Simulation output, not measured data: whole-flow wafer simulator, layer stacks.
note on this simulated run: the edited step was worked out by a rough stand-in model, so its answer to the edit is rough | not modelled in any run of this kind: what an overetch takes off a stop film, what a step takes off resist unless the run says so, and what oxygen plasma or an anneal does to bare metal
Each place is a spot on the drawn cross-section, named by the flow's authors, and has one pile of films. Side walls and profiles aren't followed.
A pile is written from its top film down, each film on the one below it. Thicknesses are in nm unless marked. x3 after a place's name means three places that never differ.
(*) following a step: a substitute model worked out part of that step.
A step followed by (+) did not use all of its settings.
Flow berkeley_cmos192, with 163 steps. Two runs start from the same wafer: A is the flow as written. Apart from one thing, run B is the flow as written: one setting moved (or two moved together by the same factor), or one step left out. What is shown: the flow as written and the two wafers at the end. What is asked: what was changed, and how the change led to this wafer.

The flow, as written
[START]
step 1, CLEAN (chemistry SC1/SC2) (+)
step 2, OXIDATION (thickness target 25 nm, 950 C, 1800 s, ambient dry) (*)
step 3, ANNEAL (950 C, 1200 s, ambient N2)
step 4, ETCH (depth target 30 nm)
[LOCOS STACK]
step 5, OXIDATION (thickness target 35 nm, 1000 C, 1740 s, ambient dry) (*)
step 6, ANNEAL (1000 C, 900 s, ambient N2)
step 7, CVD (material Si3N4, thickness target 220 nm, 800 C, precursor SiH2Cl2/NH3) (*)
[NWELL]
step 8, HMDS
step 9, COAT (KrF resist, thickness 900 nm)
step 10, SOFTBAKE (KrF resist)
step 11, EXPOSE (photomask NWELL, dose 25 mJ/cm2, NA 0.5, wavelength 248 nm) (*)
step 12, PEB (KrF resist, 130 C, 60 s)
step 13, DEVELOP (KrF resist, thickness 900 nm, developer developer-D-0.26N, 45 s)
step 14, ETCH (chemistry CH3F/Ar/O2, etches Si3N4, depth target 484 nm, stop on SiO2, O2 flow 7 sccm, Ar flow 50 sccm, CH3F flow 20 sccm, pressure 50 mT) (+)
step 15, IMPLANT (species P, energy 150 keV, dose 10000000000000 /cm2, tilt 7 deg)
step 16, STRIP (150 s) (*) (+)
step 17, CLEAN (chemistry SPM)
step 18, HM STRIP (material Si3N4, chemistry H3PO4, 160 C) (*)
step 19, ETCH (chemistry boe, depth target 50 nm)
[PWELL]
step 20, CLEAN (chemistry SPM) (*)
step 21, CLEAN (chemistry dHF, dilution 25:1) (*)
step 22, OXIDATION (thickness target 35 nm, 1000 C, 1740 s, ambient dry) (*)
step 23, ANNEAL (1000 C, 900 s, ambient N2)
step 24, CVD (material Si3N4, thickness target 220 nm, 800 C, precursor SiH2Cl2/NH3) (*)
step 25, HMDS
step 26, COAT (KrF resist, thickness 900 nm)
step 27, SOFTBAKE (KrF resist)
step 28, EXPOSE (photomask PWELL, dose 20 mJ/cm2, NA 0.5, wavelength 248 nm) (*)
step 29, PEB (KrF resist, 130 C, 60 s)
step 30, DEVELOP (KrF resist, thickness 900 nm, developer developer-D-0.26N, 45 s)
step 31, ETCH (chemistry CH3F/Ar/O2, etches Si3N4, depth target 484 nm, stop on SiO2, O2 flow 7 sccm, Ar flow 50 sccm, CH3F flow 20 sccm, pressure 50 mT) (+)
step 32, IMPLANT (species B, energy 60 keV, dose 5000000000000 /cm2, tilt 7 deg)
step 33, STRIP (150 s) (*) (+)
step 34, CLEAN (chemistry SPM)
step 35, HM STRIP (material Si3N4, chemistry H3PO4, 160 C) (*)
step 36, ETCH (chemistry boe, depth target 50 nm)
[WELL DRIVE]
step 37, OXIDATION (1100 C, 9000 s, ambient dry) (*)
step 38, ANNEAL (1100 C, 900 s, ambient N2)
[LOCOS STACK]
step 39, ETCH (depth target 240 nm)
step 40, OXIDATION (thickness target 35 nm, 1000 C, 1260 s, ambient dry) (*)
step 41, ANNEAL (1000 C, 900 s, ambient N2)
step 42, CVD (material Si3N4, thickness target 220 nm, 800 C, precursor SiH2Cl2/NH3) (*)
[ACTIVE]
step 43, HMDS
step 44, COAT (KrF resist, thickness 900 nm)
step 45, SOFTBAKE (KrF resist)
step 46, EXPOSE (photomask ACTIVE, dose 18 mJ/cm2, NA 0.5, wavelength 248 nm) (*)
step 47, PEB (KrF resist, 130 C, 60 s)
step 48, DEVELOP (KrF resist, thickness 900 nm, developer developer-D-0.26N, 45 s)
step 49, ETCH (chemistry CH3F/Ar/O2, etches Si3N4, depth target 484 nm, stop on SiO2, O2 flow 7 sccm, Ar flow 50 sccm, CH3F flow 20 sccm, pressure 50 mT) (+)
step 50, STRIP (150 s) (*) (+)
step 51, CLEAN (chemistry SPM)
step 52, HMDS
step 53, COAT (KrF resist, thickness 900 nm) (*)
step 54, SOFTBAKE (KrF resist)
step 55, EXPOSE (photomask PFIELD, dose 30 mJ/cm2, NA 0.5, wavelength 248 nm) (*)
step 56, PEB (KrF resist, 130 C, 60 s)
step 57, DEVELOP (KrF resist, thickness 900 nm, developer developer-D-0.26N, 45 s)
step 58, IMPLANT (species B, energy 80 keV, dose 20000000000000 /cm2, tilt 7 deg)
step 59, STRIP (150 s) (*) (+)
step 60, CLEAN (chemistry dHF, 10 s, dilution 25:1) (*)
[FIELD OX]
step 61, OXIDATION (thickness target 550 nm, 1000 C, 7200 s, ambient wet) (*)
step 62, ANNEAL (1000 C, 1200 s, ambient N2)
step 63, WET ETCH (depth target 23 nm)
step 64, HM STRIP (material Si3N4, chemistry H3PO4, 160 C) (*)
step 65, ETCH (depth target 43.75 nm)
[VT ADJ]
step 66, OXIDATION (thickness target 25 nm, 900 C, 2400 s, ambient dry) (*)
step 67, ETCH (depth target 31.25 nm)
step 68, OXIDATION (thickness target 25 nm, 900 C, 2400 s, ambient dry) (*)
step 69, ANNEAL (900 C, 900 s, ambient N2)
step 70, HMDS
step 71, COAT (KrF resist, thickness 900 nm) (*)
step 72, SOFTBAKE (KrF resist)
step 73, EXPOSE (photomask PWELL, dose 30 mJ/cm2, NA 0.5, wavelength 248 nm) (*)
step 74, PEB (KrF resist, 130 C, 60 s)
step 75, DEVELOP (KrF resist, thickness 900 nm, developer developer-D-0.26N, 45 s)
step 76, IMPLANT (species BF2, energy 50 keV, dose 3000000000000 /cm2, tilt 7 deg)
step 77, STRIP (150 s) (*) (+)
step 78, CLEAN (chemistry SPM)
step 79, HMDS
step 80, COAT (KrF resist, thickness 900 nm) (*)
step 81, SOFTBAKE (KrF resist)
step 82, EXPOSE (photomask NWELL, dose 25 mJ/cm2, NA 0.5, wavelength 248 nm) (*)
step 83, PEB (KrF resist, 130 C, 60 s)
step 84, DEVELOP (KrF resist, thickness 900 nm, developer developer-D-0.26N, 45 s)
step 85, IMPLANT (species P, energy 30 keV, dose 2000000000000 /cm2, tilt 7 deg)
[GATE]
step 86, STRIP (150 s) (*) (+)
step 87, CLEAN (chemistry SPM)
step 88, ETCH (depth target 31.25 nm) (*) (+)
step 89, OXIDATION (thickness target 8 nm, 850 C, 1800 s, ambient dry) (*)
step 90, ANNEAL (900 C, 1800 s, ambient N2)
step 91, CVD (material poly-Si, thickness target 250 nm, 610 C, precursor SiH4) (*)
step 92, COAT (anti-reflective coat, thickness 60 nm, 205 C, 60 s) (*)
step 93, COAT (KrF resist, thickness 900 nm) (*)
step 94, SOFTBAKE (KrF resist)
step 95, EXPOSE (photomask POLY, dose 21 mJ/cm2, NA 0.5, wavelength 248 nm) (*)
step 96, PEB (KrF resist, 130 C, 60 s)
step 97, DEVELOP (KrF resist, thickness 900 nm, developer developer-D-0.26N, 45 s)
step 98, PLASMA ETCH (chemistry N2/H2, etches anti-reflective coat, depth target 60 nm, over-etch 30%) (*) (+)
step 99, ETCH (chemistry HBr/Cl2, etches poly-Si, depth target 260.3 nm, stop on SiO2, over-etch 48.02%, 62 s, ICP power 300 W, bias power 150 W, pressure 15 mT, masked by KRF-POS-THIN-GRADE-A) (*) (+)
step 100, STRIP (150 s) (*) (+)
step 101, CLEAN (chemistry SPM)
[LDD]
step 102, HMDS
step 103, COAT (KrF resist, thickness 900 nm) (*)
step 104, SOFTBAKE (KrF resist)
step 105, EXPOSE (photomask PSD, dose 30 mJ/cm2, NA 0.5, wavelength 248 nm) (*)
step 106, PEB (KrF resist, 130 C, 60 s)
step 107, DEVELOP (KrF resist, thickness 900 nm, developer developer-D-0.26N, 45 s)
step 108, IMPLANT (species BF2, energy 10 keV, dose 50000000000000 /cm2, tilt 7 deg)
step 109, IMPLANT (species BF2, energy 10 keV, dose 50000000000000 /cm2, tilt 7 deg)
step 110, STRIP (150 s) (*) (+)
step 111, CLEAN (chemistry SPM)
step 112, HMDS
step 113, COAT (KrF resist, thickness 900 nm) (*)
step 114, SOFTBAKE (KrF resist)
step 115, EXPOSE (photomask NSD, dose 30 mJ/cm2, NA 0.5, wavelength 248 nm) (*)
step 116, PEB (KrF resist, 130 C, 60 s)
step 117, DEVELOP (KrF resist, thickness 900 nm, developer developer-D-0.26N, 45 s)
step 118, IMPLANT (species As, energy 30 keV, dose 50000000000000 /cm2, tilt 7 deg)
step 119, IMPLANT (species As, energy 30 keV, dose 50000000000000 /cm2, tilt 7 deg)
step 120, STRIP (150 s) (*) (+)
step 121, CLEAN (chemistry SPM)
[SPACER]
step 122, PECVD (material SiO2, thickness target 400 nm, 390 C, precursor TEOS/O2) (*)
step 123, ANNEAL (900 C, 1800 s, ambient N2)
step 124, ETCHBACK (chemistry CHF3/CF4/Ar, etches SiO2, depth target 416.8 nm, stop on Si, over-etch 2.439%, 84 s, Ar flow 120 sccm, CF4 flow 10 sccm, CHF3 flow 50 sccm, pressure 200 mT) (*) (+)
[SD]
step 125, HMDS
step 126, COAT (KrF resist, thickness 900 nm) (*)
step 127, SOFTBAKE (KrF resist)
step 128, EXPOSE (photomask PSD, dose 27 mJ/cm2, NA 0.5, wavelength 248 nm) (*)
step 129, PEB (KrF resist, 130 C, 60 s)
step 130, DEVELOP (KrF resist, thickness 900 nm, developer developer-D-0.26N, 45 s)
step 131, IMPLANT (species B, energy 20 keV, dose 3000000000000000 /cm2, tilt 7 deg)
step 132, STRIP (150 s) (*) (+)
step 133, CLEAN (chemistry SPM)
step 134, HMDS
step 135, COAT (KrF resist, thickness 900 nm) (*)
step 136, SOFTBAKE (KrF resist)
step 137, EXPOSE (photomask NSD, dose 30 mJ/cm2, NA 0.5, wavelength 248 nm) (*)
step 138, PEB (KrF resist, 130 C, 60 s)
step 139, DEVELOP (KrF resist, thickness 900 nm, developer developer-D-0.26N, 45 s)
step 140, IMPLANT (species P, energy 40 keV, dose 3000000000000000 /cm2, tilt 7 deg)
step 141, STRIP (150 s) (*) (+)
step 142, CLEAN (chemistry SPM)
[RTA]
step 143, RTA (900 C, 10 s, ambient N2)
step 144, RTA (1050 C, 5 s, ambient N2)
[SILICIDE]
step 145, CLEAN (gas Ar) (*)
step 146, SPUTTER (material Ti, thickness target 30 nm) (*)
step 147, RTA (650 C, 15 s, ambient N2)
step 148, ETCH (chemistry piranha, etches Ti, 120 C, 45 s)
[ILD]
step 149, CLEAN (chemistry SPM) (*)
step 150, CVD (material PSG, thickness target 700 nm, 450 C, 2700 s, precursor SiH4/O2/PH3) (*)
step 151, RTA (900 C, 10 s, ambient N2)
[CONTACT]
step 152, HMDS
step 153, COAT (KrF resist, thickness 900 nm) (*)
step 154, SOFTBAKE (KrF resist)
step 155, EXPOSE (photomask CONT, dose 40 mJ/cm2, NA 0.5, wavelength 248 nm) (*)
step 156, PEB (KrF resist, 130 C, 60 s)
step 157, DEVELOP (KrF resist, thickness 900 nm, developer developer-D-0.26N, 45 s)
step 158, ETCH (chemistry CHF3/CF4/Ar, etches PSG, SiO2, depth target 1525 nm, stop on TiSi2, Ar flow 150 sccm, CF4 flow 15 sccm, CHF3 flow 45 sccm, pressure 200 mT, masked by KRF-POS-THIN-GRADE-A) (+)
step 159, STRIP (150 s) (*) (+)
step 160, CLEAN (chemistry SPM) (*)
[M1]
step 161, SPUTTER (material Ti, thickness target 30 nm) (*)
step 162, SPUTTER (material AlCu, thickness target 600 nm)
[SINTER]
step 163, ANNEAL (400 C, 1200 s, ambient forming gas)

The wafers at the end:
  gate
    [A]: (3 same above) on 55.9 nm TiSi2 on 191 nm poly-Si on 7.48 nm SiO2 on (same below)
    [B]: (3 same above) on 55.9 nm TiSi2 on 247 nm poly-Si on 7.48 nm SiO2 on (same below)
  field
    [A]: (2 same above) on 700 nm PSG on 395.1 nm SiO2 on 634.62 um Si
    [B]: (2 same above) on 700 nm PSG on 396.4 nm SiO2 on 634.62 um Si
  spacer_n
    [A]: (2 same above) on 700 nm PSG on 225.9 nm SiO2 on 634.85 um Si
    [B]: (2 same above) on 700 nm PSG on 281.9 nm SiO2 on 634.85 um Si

Cause: step 91, CVD: thickness target 306 nm was run, whereas the flow has thickness target 250 nm.

Step by step, how the change led to this:
  step 91, CVD (material poly-Si, thickness target 250 nm, 610 C, precursor SiH4) (*)
      field, sd_n, spacer_n and 6 more: A poly-Si gains 250 (new film) | B poly-Si gains 306 (new film)
  step 92, COAT (anti-reflective coat, thickness 60 nm, 205 C, 60 s) (*)
      contact: A anti-reflective coat gains 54 (new film) | B anti-reflective coat gains 55.3 (new film)
  step 98, PLASMA ETCH (chemistry N2/H2, etches anti-reflective coat, depth target 60 nm, over-etch 30%) (*) (+)
      contact: A anti-reflective coat loses 54 (all of it), poly-Si loses 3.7 | B anti-reflective coat loses 55.3 (all of it), poly-Si loses 3.75
  step 99, ETCH (chemistry HBr/Cl2, etches poly-Si, depth target 260.3 nm, stop on SiO2, over-etch 48.02%, 62 s, ICP power 300 W, bias power 150 W, pressure 15 mT, masked by KRF-POS-THIN-GRADE-A) (*) (+)
      spacer_n, spacer_p: A poly-Si loses 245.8 (all of it), SiO2 loses 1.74 | B poly-Si loses 301.7 (all of it), SiO2 loses 0.42
      field: A poly-Si loses 245.8 (all of it), SiO2 loses 1.74 | B poly-Si loses 301.8 (all of it), SiO2 loses 0.42
      (also at 4 further places)
  step 103, COAT (KrF resist, thickness 900 nm) (*)
      gate: A KrF resist gains 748 (new film) | B KrF resist gains 701.1 (new film)
      gate_p: A KrF resist gains 744.1 (new film) | B KrF resist gains 697.2 (new film)
  step 107, DEVELOP (KrF resist, thickness 900 nm, developer developer-D-0.26N, 45 s)
      gate_p: A KrF resist loses 742.9 (all of it) | B KrF resist loses 696.1 (all of it)
  step 110, STRIP (150 s) (*) (+)
      gate: A KrF resist loses 732.7 (all of it), chemical SiO2 gains 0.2, poly-Si loses 0.09 | B KrF resist loses 685.8 (all of it), chemical SiO2 gains 0.2, poly-Si loses 0.09
  step 113, COAT (KrF resist, thickness 900 nm) (*)
      gate: A KrF resist gains 747.9 (new film) | B KrF resist gains 701 (new film)
      gate_p: A KrF resist gains 743.9 (new film) | B KrF resist gains 697.1 (new film)
  step 117, DEVELOP (KrF resist, thickness 900 nm, developer developer-D-0.26N, 45 s)
      gate: A KrF resist loses 746.8 (all of it) | B KrF resist loses 699.9 (all of it)
  step 120, STRIP (150 s) (*) (+)
      gate_p: A KrF resist loses 728.6 (all of it), chemical SiO2 gains 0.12, poly-Si loses 0.05 | B KrF resist loses 681.8 (all of it), chemical SiO2 gains 0.12, poly-Si loses 0.05
  step 124, ETCHBACK (chemistry CHF3/CF4/Ar, etches SiO2, depth target 416.8 nm, stop on Si, over-etch 2.439%, 84 s, Ar flow 120 sccm, CF4 flow 10 sccm, CHF3 flow 50 sccm, pressure 200 mT) (*) (+)
      spacer_n: A SiO2 loses 160 | B SiO2 loses 105.3
      spacer_p: A SiO2 loses 159.9 | B SiO2 loses 105.2
  step 126, COAT (KrF resist, thickness 900 nm) (*)
      spacer_n: A KrF resist gains 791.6 (new film) | B KrF resist gains 750.6 (new film)
      gate: A KrF resist gains 771.5 (new film) | B KrF resist gains 731.4 (new film)
      (also at 2 further places)
  step 130, DEVELOP (KrF resist, thickness 900 nm, developer developer-D-0.26N, 45 s)
      spacer_p: A KrF resist loses 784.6 (all of it) | B KrF resist loses 743.7 (all of it)
      gate_p: A KrF resist loses 764.3 (all of it) | B KrF resist loses 724.4 (all of it)
  step 132, STRIP (150 s) (*) (+)
      spacer_n: A KrF resist loses 776.1 (all of it) | B KrF resist loses 735.2 (all of it)
      gate: A chemical SiO2 gains 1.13 (new film), KrF resist loses 756.1 (all of it), poly-Si loses 0.5 | B chemical SiO2 gains 1.13 (new film), KrF resist loses 716.1 (all of it), poly-Si loses 0.5
  step 135, COAT (KrF resist, thickness 900 nm) (*)
      spacer_n: A KrF resist gains 791.1 (new film) | B KrF resist gains 750.8 (new film)
      gate: A KrF resist gains 770.3 (new film) | B KrF resist gains 731 (new film)
      (also at 2 further places)
  step 139, DEVELOP (KrF resist, thickness 900 nm, developer developer-D-0.26N, 45 s)
      spacer_n: A KrF resist loses 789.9 (all of it) | B KrF resist loses 749.7 (all of it)
      gate: A KrF resist loses 769.1 (all of it) | B KrF resist loses 729.9 (all of it)
  ... another 2 steps ...
  step 159, STRIP (150 s) (*) (+)
      spacer_n: A KrF resist loses 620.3 (all of it) | B KrF resist loses 589.9 (all of it)
      gate: A KrF resist loses 600.1 (all of it) | B KrF resist loses 573.3 (all of it)
      (also at 2 further places)
